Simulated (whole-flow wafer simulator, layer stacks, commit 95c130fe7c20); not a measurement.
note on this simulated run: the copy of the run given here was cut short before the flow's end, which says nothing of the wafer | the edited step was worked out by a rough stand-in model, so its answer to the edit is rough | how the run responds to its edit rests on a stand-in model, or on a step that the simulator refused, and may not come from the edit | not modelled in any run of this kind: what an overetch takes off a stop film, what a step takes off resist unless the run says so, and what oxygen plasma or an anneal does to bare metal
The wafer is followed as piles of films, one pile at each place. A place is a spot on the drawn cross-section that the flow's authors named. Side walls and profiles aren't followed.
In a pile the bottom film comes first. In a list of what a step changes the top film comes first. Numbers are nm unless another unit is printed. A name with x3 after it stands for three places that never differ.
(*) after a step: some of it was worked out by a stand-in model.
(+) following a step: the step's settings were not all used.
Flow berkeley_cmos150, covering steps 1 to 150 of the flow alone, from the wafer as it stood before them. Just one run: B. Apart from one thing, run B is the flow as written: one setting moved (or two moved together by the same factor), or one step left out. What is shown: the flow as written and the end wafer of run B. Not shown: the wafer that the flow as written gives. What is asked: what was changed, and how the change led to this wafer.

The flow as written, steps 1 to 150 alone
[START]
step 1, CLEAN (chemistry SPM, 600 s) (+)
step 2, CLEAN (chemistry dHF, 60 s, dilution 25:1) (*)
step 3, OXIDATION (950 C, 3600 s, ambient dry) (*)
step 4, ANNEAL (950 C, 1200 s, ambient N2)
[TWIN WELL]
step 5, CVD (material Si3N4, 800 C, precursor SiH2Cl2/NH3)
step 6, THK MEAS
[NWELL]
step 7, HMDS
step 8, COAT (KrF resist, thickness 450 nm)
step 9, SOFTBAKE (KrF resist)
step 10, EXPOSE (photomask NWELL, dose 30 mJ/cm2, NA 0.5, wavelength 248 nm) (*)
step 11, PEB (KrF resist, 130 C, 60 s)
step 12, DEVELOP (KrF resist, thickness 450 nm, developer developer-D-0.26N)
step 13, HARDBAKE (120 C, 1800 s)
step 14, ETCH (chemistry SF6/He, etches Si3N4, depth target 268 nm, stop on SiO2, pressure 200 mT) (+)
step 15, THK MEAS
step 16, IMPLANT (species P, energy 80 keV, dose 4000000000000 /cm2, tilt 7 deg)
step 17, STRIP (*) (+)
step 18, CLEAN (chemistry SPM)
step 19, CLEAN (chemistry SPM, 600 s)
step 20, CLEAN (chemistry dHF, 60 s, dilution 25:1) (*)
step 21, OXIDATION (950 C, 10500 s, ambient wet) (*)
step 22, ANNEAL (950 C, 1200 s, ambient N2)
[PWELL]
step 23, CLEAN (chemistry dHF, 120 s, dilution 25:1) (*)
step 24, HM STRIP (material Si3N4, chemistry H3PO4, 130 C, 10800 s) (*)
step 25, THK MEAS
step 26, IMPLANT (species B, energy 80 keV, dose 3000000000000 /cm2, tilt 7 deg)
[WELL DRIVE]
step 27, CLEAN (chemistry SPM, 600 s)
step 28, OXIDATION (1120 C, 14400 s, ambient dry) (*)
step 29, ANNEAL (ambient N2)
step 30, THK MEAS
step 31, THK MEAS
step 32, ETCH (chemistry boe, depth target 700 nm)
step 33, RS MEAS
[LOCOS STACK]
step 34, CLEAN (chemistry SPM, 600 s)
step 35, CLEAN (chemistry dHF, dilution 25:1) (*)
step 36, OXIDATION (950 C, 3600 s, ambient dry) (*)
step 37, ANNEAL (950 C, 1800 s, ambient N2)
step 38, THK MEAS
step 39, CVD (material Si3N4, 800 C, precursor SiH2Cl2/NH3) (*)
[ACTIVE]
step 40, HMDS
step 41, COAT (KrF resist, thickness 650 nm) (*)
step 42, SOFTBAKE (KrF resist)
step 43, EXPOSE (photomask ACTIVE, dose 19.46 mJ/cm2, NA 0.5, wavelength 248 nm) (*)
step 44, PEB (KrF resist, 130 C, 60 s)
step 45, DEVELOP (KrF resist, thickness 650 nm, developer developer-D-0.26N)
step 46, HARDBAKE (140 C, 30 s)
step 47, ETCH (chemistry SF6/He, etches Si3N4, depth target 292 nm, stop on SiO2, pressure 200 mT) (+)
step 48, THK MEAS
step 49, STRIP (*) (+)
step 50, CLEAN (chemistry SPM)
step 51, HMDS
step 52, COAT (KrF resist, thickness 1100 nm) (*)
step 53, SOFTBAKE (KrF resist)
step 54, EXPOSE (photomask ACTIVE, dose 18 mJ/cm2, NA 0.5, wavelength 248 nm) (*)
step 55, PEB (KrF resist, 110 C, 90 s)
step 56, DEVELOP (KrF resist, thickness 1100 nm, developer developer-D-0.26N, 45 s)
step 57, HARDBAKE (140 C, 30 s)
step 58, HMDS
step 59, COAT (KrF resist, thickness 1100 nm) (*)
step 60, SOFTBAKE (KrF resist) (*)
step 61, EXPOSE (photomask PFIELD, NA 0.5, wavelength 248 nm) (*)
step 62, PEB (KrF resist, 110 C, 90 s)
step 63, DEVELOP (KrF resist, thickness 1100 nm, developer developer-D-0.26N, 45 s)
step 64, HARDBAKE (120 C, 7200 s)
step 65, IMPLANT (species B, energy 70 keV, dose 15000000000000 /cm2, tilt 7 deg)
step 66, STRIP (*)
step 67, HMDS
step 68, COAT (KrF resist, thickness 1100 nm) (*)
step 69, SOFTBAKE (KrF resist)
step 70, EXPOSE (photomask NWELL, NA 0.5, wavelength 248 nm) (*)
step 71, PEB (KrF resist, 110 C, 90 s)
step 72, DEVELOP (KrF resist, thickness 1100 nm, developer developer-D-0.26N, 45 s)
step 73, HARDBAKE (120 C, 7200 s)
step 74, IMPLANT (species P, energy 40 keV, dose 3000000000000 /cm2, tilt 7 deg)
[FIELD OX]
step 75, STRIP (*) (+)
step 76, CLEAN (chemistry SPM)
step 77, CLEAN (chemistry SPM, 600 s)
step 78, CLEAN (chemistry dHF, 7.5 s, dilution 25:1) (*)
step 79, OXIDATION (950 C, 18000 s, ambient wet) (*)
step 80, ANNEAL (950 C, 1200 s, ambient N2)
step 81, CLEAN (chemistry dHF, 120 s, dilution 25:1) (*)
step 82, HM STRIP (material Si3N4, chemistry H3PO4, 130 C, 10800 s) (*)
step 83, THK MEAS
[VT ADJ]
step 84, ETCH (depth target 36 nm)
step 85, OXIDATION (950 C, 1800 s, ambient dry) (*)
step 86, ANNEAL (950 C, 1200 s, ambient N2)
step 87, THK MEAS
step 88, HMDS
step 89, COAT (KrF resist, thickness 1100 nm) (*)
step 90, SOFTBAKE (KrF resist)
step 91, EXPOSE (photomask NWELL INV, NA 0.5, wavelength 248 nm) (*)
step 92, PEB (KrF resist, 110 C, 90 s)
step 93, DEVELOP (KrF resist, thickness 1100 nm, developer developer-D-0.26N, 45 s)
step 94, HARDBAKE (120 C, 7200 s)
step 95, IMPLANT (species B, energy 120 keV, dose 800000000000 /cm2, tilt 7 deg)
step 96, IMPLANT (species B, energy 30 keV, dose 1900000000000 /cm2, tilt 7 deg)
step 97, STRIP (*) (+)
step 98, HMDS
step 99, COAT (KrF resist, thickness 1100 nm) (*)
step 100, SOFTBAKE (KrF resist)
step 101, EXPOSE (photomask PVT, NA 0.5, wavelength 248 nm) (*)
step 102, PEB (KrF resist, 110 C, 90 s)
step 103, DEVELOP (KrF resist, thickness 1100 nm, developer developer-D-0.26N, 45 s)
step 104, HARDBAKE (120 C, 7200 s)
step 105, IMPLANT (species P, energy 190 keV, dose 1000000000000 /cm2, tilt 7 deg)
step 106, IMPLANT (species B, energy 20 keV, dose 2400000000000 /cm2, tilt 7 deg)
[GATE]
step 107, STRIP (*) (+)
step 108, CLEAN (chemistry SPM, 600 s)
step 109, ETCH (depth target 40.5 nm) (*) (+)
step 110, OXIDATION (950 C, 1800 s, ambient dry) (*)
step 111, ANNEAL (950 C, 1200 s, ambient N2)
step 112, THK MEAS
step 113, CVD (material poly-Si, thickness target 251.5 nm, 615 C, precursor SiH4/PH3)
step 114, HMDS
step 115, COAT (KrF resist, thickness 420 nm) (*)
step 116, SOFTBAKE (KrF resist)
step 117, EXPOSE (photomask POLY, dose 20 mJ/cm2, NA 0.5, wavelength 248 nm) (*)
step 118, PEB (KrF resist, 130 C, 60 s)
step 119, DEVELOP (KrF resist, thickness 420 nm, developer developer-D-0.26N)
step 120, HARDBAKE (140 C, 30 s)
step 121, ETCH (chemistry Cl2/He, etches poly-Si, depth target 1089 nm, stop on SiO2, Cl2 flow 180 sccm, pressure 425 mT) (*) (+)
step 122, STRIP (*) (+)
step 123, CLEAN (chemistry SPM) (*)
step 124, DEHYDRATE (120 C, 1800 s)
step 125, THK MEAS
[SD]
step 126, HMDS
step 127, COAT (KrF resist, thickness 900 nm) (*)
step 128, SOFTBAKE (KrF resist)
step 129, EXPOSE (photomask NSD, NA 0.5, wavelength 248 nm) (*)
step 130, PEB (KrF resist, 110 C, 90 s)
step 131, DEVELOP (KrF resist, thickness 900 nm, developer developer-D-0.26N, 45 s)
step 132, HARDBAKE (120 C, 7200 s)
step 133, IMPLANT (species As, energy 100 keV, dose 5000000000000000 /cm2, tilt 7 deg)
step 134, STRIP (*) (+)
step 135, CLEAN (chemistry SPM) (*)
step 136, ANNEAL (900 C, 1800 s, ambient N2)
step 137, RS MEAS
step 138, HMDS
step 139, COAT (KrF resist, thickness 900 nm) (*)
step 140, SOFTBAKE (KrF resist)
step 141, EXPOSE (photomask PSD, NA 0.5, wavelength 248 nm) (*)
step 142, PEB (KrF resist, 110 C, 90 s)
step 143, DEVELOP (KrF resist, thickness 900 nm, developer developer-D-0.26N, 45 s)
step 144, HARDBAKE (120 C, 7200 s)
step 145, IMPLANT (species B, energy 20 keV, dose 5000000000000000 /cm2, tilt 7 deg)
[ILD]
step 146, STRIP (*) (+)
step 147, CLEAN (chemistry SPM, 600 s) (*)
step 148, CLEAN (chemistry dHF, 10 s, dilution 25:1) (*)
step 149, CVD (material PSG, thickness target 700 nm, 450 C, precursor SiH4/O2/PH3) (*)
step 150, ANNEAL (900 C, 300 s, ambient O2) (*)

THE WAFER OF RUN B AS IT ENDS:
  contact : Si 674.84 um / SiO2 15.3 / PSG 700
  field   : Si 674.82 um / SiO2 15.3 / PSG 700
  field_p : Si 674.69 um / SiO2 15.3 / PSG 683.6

Cause: step 79, OXIDATION: 760 C was run, whereas the flow has 950 C.

Step by step, how the change led to this:
  step 79, OXIDATION (950 C, 18000 s, ambient wet) (*)
      gate_n, gate_p: SiO2 gains 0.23 (new film), Si3N4 loses 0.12, SiO2 gains 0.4, Si loses 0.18 (in the flow as written it would be: SiO2 gains 10.3 (new film), Si3N4 loses 5.7)
      contact: SiO2 gains 0.23 (new film), Si3N4 loses 0.12, SiO2 gains 0.41, Si loses 0.18 (in the flow as written it would be: SiO2 gains 10.3 (new film), Si3N4 loses 5.7)
      (and at 5 other places as well)
  step 81, CLEAN (chemistry dHF, 120 s, dilution 25:1) (*)
      sd_n, gate_n, sd_p, gate_p, contact, m1: SiO2 loses 0.23 (all of it), Si3N4 loses 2 (in the flow as written it would be: SiO2 loses 10.3 (all of it), Si3N4 loses 1.11)
  step 82, HM STRIP (material Si3N4, chemistry H3PO4, 130 C, 10800 s) (*)
      sd_n, gate_n, contact, m1: Si3N4 loses 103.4 (all of it), SiO2 loses 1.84 (in the flow as written it would be: Si3N4 loses 98.7 (all of it), SiO2 loses 1.88)
      sd_p, gate_p: Si3N4 loses 103.3 (all of it), SiO2 loses 1.84 (in the flow as written it would be: Si3N4 loses 98.6 (all of it), SiO2 loses 1.88)
  step 84, ETCH (depth target 36 nm)
      sd_n: SiO2 loses 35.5 (all of it) (in the flow as written it would be: SiO2 loses 36)
  step 85, OXIDATION (950 C, 1800 s, ambient dry) (*)
      sd_n: SiO2 gains 20.4 (new film), Si loses 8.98 (in the flow as written it would be: SiO2 gains 12.2, Si loses 5.35)
      field: SiO2 gains 13.1, Si loses 5.78 (in the flow as written it would be: SiO2 gains 2.35, Si loses 1.04)
      (and at 1 other place as well)
  step 89, COAT (KrF resist, thickness 1100 nm) (*)
      field: KrF resist gains 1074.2 (new film) (in the flow as written it would be: KrF resist gains 976.2 (new film))
      field_p: KrF resist gains 1186.8 (new film) (in the flow as written it would be: KrF resist gains 1087.8 (new film))
      (and at 6 other places as well)
  step 92, PEB (KrF resist, 110 C, 90 s)
      field: KrF resist loses 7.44 (in the flow as written it would be: KrF resist loses 6.74)
      field_p: KrF resist loses 8.23 (in the flow as written it would be: KrF resist loses 7.53)
      (and at 6 other places as well)
  step 93, DEVELOP (KrF resist, thickness 1100 nm, developer developer-D-0.26N, 45 s)
      field: KrF resist loses 1066.7 (all of it) (in the flow as written it would be: KrF resist loses 969.5 (all of it))
      sd_n: KrF resist loses 1069.6 (all of it) (in the flow as written it would be: KrF resist loses 1234.3 (all of it))
      (and at 2 other places as well)
  step 94, HARDBAKE (120 C, 7200 s)
      field_p: KrF resist loses 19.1 (in the flow as written it would be: KrF resist loses 17.4)
      sd_p: KrF resist loses 18.6 (in the flow as written it would be: KrF resist loses 21.4)
      (and at 2 other places as well)
  step 97, STRIP (*) (+)
      field_p: KrF resist loses 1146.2 (all of it) (in the flow as written it would be: KrF resist loses 1049.6 (all of it))
      sd_p: KrF resist loses 1121.4 (all of it) (in the flow as written it would be: KrF resist loses 1273.5 (all of it))
      (and at 2 other places as well)
  step 99, COAT (KrF resist, thickness 1100 nm) (*)
      field: KrF resist gains 1074.2 (new film) (in the flow as written it would be: KrF resist gains 976.2 (new film))
      field_p: KrF resist gains 1186.8 (new film) (in the flow as written it would be: KrF resist gains 1087.8 (new film))
      (and at 6 other places as well)
  step 102, PEB (KrF resist, 110 C, 90 s)
      field: KrF resist loses 7.44 (in the flow as written it would be: KrF resist loses 6.74)
      field_p: KrF resist loses 8.23 (in the flow as written it would be: KrF resist loses 7.53)
      (and at 6 other places as well)
  step 103, DEVELOP (KrF resist, thickness 1100 nm, developer developer-D-0.26N, 45 s)
      sd_p: KrF resist loses 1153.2 (all of it) (in the flow as written it would be: KrF resist loses 1308.2 (all of it))
      gate_p: KrF resist loses 1150.9 (all of it) (in the flow as written it would be: KrF resist loses 1282.6 (all of it))
  step 104, HARDBAKE (120 C, 7200 s)
      field: KrF resist loses 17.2 (in the flow as written it would be: KrF resist loses 15.4)
      field_p: KrF resist loses 19.1 (in the flow as written it would be: KrF resist loses 17.4)
      (and at 4 other places as well)
  step 107, STRIP (*) (+)
      field: KrF resist loses 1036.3 (all of it) (in the flow as written it would be: KrF resist loses 940.7 (all of it))
      field_p: KrF resist loses 1146.2 (all of it) (in the flow as written it would be: KrF resist loses 1049.6 (all of it))
      (and at 4 other places as well)
  step 109, ETCH (depth target 40.5 nm) (*) (+)
      field, field_p: SiO2 loses 25.6 (all of it) (in the flow as written it would be: SiO2 loses 40.5)
      sd_n: SiO2 loses 20.4 (all of it) (in the flow as written it would be: SiO2 loses 40.4 (all of it))
  ... 15 other steps ...
  step 149, CVD (material PSG, thickness target 700 nm, 450 C, precursor SiH4/O2/PH3) (*)
      field_p: PSG gains 683.6 (new film) (in the flow as written it would be: PSG gains 700 (new film))
      sd_p: PSG gains 685 (new film) (in the flow as written it would be: PSG gains 639.5 (new film))
